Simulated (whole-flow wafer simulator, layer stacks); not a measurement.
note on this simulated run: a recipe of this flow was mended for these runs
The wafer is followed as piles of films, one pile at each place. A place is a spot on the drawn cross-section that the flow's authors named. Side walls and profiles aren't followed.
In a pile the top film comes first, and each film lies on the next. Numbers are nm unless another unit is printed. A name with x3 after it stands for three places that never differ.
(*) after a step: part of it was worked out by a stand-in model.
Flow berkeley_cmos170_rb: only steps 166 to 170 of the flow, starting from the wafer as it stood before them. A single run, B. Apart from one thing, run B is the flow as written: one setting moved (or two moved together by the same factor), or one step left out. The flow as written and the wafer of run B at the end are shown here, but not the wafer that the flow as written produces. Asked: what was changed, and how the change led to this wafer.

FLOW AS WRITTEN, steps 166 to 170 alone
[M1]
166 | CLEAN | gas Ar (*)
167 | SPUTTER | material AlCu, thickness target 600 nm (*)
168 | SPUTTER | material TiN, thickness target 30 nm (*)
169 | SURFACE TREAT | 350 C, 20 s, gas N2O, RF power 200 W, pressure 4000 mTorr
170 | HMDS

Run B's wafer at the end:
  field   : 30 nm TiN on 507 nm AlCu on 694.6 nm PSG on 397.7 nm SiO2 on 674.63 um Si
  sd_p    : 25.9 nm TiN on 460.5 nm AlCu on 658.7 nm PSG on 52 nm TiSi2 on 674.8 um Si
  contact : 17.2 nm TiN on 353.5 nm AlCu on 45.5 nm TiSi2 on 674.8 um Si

What caused this: step 167, SPUTTER: thickness target 507 nm was run, whereas the flow has thickness target 600 nm.
The wafer itself shows it: field has AlCu 507, and step 167 as written asks for 600 nm.

Step by step, how the change led to this:
  167 | SPUTTER | material AlCu, thickness target 600 nm (*)
      field, sd_n, spacer_n, gate, spacer_p, gate_p, m1: +507 AlCu (new film) (it would be, as written: +600 AlCu (new film))
      sd_p: +460.5 AlCu (new film) (it would be, as written: +549.6 AlCu (new film))
      (as well as at 1 more place)
  168 | SPUTTER | material TiN, thickness target 30 nm (*)
      contact: +17.2 TiN (new film) (it would be, as written: +16.3 TiN (new film))
